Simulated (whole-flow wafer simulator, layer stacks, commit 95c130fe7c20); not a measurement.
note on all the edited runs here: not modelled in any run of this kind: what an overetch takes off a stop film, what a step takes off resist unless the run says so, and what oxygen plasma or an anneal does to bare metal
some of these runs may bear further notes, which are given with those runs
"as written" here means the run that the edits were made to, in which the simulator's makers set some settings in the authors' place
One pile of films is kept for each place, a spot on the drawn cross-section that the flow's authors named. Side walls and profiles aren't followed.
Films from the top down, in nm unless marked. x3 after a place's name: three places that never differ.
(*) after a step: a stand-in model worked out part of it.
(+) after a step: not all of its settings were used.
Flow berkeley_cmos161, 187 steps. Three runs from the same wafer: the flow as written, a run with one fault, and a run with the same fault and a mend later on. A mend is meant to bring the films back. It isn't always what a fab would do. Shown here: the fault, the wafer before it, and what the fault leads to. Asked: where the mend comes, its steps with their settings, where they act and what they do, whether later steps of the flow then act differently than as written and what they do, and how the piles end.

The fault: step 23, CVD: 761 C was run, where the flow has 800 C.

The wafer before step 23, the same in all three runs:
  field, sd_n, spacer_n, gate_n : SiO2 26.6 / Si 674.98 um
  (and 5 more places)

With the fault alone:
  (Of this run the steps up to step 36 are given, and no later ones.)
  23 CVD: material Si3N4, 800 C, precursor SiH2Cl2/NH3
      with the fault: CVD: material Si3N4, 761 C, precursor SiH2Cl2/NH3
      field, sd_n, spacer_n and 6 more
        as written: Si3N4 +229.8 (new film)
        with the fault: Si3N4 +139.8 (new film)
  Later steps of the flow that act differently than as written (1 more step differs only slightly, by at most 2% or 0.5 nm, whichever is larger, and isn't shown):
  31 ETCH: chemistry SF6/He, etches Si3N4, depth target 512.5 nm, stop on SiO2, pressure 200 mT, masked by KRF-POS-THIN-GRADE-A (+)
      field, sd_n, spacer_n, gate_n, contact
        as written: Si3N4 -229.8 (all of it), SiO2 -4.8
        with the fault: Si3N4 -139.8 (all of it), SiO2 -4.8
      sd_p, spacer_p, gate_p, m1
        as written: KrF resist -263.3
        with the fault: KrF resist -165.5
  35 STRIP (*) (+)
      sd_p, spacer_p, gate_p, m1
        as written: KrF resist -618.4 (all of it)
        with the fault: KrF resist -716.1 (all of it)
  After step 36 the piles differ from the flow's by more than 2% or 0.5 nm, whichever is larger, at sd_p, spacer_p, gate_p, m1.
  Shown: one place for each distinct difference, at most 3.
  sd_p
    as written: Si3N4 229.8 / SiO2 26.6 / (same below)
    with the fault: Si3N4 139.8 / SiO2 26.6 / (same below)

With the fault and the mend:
  The mend comes after step 30.
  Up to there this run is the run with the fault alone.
  30a STRIP (*) (+)
      sd_p, spacer_p, gate_p, m1
        KrF resist -882 (all of it)
  30b CLEAN: chemistry SPM (the flow's step 16 once more)
      changes no film at any place that is followed
  30c CVD: material Si3N4, 800 C, precursor SiH2Cl2/NH3 (the flow's step 23 once more, with other settings that aren't printed)
      field, sd_n, spacer_n and 6 more
        Si3N4 +90
  30d HMDS (the flow's step 24 once more)
      changes no film at any place that is followed
  30e COAT: KrF resist, thickness 900 nm (the flow's step 25 once more)
      field, sd_n, spacer_n and 6 more
        KrF resist +900 (new film)
  30f SOFTBAKE: KrF resist (the flow's step 26 once more)
      changes no film at any place that is followed
  30g EXPOSE: photomask PWELL, dose 20 mJ/cm2, NA 0.5, wavelength 248 nm (*) (the flow's step 27 once more)
      changes no film at any place that is followed
  30h PEB: KrF resist, 130 C (the flow's step 28 once more)
      field, sd_n, spacer_n and 6 more
        KrF resist -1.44
  30i DEVELOP: KrF resist, thickness 900 nm, developer developer-D-0.26N (the flow's step 29 once more)
      field, sd_n, spacer_n, gate_n, contact
        KrF resist -898.6 (all of it)
      sd_p, spacer_p, gate_p, m1
        KrF resist -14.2
  30j HARDBAKE: 120 C, 5400 s (the flow's step 30 once more)
      sd_p, spacer_p, gate_p, m1
        KrF resist -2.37
  No later step of the flow acts differently than as written at any place that is followed.
  At the end the piles are the same as the flow's at every place that both follow.
